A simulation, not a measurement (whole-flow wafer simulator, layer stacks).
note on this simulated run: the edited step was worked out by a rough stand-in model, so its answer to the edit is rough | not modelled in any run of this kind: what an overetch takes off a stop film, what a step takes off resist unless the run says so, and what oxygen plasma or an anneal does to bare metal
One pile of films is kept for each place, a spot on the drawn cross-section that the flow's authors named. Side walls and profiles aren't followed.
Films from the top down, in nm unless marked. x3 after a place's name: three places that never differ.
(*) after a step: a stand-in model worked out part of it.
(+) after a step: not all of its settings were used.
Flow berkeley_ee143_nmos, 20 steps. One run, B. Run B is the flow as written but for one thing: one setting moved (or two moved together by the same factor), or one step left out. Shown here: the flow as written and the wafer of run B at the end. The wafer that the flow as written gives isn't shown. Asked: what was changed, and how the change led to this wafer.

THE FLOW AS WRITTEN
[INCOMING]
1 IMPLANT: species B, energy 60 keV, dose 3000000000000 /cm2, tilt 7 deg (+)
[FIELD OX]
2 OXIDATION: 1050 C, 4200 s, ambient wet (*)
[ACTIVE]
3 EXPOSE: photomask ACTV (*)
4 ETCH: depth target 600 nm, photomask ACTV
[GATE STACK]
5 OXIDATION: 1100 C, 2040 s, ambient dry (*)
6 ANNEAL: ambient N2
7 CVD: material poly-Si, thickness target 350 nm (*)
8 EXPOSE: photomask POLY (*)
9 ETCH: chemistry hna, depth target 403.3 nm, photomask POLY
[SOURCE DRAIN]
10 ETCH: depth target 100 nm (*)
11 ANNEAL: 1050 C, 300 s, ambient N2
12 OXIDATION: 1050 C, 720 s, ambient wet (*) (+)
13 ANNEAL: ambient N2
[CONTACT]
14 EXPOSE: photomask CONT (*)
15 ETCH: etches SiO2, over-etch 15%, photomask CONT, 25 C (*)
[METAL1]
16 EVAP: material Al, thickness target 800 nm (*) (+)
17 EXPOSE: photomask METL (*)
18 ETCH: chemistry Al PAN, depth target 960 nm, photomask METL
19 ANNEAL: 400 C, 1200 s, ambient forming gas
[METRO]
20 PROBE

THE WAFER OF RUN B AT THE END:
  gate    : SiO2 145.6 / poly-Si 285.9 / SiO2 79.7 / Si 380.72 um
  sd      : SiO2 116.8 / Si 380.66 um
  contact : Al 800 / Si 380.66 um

The cause: step 12, OXIDATION: 998 C was run, where the flow has 1050 C.

How the change led to this, step by step:
  12 OXIDATION: 1050 C, 720 s, ambient wet (*) (+)
      sd, contact: SiO2 +116.8 (new film), Si -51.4 (as written it would be: SiO2 +189.4 (new film), Si -83.4)
      gate: SiO2 +145.6 (new film), poly-Si -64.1 (as written it would be: SiO2 +217.6 (new film), poly-Si -95.7)
      (and at 1 more place)
  15 ETCH: etches SiO2, over-etch 15%, photomask CONT, 25 C (*)
      contact: SiO2 -116.8 (all of it) (as written it would be: SiO2 -189.4 (all of it))
